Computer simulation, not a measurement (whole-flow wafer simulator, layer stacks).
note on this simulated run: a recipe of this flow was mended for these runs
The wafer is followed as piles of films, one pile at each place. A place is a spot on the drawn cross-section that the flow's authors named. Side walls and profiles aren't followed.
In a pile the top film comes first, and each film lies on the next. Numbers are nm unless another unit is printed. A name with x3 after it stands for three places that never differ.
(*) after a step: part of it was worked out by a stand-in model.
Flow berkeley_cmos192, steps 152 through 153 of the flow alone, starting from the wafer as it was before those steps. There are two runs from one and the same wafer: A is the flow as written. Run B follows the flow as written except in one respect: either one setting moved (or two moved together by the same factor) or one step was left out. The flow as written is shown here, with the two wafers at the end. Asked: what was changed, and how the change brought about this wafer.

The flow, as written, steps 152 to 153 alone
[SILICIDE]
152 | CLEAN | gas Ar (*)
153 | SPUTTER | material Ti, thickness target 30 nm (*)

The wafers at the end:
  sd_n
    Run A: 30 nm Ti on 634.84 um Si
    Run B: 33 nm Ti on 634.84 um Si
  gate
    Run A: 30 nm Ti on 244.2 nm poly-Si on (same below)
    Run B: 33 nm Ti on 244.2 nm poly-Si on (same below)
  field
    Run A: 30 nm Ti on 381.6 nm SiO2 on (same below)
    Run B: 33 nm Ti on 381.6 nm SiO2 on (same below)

What caused this: step 153, SPUTTER: thickness target 33 nm was run, while the flow as written has thickness target 30 nm.
One can read it off the wafer: sd_n has Ti 33, and step 153 as written asks for 30 nm.

Step by step, how the change led to this:
  153 | SPUTTER | material Ti, thickness target 30 nm (*)
      field, sd_n, spacer_n, gate, spacer_p, gate_p, contact x2: A +30 Ti (new film) | B +33 Ti (new film)
      sd_p: A +28.2 Ti (new film) | B +31 Ti (new film)
